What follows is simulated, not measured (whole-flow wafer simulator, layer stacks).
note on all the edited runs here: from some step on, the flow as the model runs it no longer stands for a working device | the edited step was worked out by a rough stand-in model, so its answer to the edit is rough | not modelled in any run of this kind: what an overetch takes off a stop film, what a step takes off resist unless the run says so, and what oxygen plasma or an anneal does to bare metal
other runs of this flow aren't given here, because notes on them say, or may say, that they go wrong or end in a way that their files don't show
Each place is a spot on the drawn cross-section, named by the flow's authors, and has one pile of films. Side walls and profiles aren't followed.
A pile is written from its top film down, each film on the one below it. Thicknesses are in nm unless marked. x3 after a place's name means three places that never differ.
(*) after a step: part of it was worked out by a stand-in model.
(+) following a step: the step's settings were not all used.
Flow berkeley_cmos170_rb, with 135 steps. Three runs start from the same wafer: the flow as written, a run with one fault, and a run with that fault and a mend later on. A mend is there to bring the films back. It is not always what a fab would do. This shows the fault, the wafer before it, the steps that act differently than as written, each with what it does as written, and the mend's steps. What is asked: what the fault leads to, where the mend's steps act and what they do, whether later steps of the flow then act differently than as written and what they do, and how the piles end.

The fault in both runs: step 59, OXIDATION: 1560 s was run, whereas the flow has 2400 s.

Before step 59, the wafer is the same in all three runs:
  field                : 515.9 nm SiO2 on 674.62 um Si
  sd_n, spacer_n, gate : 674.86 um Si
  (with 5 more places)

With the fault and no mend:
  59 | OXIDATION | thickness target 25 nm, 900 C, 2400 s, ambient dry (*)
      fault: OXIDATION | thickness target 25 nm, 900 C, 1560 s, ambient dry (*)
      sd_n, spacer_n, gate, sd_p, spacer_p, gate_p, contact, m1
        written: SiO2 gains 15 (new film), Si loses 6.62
        fault: SiO2 gains 11.5 (new film), Si loses 5.04
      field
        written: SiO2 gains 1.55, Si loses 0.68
        fault: SiO2 gains 1.01, Si loses 0.44
  Steps further on in the flow that do not act as written (30 other steps are not shown; they differ only slightly, by no more than 2% or 0.5 nm, whichever is larger):
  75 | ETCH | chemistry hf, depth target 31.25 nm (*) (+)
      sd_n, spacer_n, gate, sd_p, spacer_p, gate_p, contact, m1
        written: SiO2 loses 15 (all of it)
        fault: SiO2 loses 11.5 (all of it)
  When the end is reached, the piles differ only a little from the flow's at the places that both follow, at most by 2% or 0.5 nm, whichever is larger.

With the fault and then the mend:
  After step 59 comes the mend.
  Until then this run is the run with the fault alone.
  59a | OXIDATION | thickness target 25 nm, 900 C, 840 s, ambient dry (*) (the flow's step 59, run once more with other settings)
      sd_n, spacer_n, gate, sd_p, spacer_p, gate_p, contact, m1
        SiO2 gains 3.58, Si loses 1.58
      field
        SiO2 gains 0.54, Si loses 0.24
  Later steps of the flow that are run all act as written at every place that is followed.
  At every place that both follow, the piles at the end match the flow's.
